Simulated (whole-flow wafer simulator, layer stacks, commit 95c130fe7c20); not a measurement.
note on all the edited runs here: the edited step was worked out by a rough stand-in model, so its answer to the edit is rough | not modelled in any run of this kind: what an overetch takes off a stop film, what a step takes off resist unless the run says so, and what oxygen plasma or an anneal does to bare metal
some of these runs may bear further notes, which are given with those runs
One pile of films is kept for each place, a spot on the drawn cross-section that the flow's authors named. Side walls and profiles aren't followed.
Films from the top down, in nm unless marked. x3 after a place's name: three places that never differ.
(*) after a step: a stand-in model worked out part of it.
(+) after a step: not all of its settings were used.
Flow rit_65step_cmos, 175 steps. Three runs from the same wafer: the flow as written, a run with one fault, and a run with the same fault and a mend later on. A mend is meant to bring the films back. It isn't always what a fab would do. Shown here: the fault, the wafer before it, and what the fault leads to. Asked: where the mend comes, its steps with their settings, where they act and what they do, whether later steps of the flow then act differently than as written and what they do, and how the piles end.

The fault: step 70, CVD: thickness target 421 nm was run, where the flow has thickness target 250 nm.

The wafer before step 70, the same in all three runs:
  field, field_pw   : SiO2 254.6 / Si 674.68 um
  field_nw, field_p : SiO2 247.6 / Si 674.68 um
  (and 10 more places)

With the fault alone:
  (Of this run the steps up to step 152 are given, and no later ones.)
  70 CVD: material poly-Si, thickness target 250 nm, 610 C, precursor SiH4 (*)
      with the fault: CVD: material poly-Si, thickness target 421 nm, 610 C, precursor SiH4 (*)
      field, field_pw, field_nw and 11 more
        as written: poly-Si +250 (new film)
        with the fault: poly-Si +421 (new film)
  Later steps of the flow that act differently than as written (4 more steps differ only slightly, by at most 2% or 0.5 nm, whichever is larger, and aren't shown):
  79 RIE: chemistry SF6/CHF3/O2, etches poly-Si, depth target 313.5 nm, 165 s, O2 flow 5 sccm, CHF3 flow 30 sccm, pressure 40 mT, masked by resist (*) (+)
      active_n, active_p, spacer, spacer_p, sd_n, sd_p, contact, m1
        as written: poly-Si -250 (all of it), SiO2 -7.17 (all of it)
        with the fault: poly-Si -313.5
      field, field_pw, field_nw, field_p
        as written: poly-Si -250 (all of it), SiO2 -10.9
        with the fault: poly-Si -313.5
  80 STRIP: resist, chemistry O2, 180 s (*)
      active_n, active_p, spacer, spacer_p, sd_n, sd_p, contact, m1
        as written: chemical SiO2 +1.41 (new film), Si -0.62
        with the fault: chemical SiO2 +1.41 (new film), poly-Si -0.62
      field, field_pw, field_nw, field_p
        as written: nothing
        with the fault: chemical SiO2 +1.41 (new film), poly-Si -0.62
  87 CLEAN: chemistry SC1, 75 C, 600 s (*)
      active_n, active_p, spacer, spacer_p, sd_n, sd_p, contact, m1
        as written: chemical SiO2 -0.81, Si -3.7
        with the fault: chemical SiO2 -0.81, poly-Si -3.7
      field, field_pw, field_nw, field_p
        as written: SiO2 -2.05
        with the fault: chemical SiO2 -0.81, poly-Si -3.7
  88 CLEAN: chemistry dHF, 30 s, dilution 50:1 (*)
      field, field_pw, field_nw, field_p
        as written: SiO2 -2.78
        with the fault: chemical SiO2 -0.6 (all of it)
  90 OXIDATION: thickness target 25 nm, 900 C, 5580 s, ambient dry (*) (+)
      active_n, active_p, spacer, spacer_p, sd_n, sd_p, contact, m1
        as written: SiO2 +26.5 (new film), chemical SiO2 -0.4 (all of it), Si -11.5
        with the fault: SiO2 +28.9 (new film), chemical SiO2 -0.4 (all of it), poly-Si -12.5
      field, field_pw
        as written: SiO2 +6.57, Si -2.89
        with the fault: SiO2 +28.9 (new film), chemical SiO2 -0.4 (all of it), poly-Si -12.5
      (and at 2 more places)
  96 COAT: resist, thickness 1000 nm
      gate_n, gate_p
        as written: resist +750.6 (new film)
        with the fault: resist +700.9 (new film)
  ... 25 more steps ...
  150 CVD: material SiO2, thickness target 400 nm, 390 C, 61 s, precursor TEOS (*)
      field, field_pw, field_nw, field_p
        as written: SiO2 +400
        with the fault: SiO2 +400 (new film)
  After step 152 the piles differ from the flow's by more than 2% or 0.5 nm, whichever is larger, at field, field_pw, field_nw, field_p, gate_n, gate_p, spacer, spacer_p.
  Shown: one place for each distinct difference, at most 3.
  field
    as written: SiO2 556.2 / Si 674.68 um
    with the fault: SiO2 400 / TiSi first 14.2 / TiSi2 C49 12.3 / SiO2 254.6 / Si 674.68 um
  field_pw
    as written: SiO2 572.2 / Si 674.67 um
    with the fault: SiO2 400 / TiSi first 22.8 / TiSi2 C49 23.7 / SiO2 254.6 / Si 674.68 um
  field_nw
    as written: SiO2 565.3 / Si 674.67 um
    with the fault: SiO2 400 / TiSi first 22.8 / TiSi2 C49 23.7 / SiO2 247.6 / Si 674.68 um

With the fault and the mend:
  The mend comes after step 71.
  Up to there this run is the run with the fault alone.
  71a ETCH: chemistry tmah, depth target 171 nm
      field, field_pw, field_nw and 11 more
        poly-Si -171
  No later step of the flow acts differently than as written at any place that is followed.
  At the end the piles are the same as the flow's at every place that both follow.
